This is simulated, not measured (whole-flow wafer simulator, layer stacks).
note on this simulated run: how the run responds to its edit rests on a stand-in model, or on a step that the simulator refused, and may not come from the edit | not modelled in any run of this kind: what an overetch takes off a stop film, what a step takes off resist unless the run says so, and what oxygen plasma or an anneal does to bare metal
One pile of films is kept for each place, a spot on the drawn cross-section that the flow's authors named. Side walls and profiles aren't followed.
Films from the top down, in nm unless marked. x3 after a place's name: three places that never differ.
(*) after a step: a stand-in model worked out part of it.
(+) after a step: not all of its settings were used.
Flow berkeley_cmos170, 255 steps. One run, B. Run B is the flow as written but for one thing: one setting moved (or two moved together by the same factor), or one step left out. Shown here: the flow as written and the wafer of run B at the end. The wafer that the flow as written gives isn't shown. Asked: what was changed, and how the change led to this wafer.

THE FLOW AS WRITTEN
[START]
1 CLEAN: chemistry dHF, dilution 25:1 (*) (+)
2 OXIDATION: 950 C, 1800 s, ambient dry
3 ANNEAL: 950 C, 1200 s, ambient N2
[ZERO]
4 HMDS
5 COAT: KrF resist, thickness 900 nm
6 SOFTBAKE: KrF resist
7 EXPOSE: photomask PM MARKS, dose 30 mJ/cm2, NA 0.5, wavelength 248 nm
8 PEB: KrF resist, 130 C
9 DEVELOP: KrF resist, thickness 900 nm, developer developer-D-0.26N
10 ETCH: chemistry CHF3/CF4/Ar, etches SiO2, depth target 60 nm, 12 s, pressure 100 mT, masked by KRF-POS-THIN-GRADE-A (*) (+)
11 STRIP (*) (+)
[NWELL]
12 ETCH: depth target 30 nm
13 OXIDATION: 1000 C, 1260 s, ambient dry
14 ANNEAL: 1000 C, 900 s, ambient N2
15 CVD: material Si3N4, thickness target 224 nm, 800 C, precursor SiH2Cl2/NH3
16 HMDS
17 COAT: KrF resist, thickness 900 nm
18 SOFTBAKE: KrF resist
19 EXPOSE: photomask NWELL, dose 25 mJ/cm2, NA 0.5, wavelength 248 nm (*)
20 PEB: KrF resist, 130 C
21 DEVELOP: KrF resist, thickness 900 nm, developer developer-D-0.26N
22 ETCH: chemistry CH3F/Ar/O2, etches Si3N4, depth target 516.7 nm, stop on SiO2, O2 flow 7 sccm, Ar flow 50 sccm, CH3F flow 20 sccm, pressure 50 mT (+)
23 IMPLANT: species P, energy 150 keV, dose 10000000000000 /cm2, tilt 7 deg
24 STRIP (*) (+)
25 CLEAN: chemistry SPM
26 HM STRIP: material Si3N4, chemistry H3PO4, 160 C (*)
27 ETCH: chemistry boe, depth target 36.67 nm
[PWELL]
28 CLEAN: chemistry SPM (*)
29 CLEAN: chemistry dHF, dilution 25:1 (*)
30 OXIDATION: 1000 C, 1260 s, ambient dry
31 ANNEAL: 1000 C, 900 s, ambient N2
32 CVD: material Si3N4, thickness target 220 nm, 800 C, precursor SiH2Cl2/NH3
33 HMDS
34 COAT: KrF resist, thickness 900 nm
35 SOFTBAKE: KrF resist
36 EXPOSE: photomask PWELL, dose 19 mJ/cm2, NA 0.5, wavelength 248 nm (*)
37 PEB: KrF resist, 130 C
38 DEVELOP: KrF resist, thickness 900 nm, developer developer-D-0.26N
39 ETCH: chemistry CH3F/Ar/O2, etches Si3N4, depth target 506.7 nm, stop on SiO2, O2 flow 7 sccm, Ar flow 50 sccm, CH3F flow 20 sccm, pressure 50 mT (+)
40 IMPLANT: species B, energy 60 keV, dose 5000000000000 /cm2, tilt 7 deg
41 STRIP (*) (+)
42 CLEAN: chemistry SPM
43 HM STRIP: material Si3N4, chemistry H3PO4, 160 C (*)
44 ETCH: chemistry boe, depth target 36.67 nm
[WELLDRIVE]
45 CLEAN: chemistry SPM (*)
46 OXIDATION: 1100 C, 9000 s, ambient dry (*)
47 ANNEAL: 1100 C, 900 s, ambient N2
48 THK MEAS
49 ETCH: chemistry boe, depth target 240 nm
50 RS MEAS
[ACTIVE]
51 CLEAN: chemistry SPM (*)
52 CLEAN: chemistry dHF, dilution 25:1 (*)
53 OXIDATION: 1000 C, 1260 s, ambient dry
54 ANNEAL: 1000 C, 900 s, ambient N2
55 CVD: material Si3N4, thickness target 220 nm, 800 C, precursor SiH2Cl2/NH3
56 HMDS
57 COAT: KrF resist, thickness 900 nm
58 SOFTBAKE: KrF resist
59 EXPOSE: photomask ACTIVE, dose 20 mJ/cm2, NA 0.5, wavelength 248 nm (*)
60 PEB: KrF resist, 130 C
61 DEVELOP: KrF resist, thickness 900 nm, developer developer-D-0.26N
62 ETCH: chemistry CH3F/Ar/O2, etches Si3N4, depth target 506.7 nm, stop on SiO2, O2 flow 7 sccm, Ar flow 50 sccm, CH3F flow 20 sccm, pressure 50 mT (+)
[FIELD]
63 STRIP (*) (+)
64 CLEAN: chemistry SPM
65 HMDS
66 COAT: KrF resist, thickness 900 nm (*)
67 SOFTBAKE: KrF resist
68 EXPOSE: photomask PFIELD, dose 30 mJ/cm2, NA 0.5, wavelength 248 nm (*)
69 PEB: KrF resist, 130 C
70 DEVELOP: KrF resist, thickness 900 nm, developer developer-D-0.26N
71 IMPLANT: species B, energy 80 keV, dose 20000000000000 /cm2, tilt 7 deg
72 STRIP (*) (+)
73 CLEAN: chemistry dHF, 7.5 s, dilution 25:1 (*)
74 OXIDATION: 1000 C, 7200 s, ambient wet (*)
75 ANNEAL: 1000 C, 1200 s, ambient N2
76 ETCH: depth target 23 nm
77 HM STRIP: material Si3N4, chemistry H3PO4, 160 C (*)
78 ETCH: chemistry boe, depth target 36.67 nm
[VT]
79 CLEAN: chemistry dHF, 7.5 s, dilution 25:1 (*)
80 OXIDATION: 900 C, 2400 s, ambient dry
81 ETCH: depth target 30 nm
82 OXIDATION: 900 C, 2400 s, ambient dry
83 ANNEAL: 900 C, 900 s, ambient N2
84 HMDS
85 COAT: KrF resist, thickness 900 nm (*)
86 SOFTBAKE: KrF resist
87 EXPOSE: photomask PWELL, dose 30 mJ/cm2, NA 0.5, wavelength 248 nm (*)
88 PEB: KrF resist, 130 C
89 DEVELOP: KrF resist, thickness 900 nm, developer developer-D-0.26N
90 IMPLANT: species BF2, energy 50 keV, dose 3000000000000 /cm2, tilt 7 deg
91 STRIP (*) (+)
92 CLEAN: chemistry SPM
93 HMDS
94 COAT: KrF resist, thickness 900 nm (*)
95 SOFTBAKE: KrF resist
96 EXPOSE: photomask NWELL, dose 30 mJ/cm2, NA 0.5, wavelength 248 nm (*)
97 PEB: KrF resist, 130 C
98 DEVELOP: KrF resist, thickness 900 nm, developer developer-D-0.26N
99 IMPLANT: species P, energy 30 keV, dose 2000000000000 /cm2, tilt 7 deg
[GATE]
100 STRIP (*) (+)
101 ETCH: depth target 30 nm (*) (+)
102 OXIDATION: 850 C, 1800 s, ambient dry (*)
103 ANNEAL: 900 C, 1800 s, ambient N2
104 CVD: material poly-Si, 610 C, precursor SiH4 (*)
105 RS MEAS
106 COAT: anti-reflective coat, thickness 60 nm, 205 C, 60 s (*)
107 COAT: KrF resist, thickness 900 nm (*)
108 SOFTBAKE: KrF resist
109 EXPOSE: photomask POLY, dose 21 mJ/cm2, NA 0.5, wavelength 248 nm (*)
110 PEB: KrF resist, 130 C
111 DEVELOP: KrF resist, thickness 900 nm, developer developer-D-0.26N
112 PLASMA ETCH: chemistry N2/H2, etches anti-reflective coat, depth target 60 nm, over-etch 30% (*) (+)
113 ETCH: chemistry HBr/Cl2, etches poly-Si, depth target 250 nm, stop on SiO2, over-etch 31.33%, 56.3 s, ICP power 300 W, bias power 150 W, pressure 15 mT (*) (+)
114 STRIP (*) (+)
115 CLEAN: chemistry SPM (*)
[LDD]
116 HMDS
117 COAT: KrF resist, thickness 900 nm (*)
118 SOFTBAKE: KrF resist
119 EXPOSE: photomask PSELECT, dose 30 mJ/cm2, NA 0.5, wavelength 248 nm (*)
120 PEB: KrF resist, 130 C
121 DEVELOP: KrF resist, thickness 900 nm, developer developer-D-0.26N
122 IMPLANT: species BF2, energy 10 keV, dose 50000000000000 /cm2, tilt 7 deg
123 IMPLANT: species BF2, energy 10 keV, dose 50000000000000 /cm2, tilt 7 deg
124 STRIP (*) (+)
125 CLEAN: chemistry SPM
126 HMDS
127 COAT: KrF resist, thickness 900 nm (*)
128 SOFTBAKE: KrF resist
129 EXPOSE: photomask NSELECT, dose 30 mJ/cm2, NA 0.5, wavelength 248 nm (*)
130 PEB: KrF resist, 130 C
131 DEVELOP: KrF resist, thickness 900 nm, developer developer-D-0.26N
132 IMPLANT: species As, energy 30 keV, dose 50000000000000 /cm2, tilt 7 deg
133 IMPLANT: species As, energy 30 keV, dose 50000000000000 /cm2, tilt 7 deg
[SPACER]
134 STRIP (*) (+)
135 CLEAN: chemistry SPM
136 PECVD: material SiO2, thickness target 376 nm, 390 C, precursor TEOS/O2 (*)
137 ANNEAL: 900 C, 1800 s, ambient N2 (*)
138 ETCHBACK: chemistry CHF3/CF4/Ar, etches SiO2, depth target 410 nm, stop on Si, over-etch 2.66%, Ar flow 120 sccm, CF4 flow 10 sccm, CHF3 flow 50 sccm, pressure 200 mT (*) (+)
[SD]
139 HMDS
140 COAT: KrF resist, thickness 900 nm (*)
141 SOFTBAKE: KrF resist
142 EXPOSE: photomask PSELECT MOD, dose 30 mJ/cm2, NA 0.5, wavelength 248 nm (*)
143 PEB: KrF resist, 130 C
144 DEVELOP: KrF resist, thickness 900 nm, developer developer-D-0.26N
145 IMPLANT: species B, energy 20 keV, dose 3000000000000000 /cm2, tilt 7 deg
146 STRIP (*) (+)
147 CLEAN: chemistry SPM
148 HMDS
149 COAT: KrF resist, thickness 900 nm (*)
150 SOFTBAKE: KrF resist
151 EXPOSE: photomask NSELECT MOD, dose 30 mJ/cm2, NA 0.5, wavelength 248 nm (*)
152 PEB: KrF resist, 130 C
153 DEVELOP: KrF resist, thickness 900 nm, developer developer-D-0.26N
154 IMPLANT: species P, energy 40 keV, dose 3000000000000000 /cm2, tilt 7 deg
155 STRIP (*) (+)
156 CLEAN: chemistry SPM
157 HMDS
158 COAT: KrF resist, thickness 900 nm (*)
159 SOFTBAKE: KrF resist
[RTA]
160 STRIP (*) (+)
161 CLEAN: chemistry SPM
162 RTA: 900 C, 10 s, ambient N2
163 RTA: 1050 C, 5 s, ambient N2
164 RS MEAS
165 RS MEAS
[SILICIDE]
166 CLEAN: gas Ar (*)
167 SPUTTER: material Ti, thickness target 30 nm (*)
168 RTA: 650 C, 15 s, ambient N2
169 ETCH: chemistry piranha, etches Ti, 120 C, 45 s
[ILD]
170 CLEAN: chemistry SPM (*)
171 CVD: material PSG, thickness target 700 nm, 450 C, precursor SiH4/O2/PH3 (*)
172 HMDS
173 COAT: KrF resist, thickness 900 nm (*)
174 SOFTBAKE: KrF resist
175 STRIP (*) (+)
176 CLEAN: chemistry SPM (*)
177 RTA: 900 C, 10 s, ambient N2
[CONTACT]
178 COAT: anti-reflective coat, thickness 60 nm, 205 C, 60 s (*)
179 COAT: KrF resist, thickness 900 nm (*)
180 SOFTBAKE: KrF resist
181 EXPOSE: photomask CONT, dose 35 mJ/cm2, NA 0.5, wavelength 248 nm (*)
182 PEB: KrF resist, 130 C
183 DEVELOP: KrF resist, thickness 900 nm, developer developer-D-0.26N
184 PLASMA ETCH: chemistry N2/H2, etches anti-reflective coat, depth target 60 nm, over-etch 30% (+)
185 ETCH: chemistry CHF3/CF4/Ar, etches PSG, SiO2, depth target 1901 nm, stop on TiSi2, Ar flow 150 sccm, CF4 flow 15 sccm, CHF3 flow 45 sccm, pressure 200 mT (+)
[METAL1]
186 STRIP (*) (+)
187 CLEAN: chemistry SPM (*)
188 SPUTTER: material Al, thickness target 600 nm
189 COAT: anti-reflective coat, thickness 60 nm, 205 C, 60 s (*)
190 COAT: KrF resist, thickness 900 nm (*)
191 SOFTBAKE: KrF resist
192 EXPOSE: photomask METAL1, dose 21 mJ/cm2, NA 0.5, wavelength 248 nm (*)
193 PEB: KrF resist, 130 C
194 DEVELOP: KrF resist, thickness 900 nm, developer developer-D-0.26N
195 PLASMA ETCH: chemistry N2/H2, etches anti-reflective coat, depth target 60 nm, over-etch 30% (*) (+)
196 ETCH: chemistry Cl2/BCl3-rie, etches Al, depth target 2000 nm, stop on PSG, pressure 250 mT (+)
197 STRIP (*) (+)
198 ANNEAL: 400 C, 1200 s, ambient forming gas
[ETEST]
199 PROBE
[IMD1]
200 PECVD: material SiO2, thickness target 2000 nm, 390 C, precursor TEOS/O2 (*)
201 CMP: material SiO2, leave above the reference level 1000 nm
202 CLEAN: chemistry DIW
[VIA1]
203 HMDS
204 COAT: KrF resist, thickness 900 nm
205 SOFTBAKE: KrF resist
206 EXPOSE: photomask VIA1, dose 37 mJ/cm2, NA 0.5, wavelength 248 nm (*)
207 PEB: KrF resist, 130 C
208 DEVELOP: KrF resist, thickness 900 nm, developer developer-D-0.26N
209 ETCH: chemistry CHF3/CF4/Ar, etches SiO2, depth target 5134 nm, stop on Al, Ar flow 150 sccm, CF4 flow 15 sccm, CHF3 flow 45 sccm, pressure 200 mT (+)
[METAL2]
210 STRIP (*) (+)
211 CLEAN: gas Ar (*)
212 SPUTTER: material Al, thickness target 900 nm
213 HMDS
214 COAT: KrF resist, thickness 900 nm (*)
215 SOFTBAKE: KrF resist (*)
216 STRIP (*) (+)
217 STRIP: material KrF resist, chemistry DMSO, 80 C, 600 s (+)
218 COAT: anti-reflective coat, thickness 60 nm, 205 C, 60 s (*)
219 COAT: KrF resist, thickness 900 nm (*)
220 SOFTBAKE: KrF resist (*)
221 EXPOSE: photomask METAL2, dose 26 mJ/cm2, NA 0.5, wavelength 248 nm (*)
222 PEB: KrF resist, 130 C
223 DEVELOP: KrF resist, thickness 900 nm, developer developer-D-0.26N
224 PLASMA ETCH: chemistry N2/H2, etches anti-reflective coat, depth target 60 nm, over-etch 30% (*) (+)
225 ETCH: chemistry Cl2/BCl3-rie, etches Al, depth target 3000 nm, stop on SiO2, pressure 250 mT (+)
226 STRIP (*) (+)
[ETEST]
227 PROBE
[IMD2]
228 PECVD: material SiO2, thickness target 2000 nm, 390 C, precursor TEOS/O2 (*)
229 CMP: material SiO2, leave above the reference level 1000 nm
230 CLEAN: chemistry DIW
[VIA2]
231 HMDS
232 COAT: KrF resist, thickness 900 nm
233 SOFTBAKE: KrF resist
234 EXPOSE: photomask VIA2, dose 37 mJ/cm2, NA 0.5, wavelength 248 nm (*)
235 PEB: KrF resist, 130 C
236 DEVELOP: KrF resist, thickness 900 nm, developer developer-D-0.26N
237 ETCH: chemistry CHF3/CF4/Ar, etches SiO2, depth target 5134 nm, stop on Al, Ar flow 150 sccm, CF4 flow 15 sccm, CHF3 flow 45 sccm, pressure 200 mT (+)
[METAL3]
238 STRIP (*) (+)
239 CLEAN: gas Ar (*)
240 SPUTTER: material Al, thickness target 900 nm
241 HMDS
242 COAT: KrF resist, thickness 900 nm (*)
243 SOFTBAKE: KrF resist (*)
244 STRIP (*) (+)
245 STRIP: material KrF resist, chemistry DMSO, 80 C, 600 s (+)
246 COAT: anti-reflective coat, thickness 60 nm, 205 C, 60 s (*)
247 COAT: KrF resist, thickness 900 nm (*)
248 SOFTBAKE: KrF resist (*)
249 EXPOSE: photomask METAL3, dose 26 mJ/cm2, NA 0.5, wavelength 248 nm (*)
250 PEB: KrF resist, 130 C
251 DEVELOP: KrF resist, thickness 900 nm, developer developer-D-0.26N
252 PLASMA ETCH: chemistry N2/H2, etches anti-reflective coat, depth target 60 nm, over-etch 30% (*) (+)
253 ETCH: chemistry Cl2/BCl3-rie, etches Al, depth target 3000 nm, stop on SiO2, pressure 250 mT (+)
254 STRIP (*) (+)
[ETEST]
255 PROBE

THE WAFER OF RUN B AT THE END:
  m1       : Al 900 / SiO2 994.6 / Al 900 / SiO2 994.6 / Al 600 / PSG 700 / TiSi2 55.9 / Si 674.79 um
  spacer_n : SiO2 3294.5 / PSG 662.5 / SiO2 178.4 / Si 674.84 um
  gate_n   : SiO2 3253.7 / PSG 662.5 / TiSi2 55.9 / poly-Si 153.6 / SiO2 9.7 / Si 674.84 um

The cause: step 82, OXIDATION: 990 C was run, where the flow has 900 C.

How the change led to this, step by step:
  82 OXIDATION: 900 C, 2400 s, ambient dry
      sd_n, spacer_n, gate_n and 8 more: SiO2 +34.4 (new film), Si -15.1 (as written it would be: SiO2 +14.9 (new film), Si -6.57)
      field: SiO2 +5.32, Si -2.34 (as written it would be: SiO2 +1.66, Si -0.73)
  101 ETCH: depth target 30 nm (*) (+)
      sd_n, spacer_n, gate_n and 8 more: SiO2 -30 (as written it would be: SiO2 -14.9 (all of it))
  102 OXIDATION: 850 C, 1800 s, ambient dry (*)
      sd_n, spacer_n, gate_n and 8 more: SiO2 +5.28, Si -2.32 (as written it would be: SiO2 +7.48 (new film), Si -3.29)
  106 COAT: anti-reflective coat, thickness 60 nm, 205 C, 60 s (*)
      field: anti-reflective coat +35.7 (new film) (as written it would be: anti-reflective coat +34.7 (new film))
      sd_n: anti-reflective coat +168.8 (new film) (as written it would be: anti-reflective coat +158.6 (new film))
      (and at 5 more places)
  112 PLASMA ETCH: chemistry N2/H2, etches anti-reflective coat, depth target 60 nm, over-etch 30% (*) (+)
      field: anti-reflective coat -35.7 (all of it), poly-Si -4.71 (as written it would be: anti-reflective coat -34.7 (all of it), poly-Si -4.4)
      sd_n: anti-reflective coat -168.8 (all of it), poly-Si -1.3 (as written it would be: anti-reflective coat -158.6 (all of it), poly-Si -1.22)
      (and at 3 more places)
  114 STRIP (*) (+)
      gate_n: chemical SiO2 +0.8 (new film), KrF resist -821 (all of it), anti-reflective coat -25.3 (all of it), poly-Si -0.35 (as written it would be: chemical SiO2 +0.8 (new film), KrF resist -812.6 (all of it), anti-reflective coat -27.3 (all of it), poly-Si -0.35)
      gate_p: chemical SiO2 +0.8 (new film), KrF resist -786.4 (all of it), anti-reflective coat -28.6 (all of it), poly-Si -0.35 (as written it would be: chemical SiO2 +0.8 (new film), KrF resist -782.1 (all of it), anti-reflective coat -29.6 (all of it), poly-Si -0.35)
  178 COAT: anti-reflective coat, thickness 60 nm, 205 C, 60 s (*)
      sd_n: anti-reflective coat +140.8 (new film) (as written it would be: anti-reflective coat +135.1 (new film))
      m2: anti-reflective coat +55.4 (new film) (as written it would be: anti-reflective coat +56.7 (new film))
  186 STRIP (*) (+)
      sd_n: KrF resist -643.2 (all of it), anti-reflective coat -140.8 (all of it) (as written it would be: KrF resist -643.8 (all of it), anti-reflective coat -135.1 (all of it))
      m2: KrF resist -692.7 (all of it), anti-reflective coat -55.4 (all of it) (as written it would be: KrF resist -689 (all of it), anti-reflective coat -56.7 (all of it))
  189 COAT: anti-reflective coat, thickness 60 nm, 205 C, 60 s (*)
      m2: anti-reflective coat +59.8 (new film) (as written it would be: anti-reflective coat +61.1 (new film))
  197 STRIP (*) (+)
      m2: KrF resist -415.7 (all of it), anti-reflective coat -59.8 (all of it) (as written it would be: KrF resist -412.9 (all of it), anti-reflective coat -61.1 (all of it))
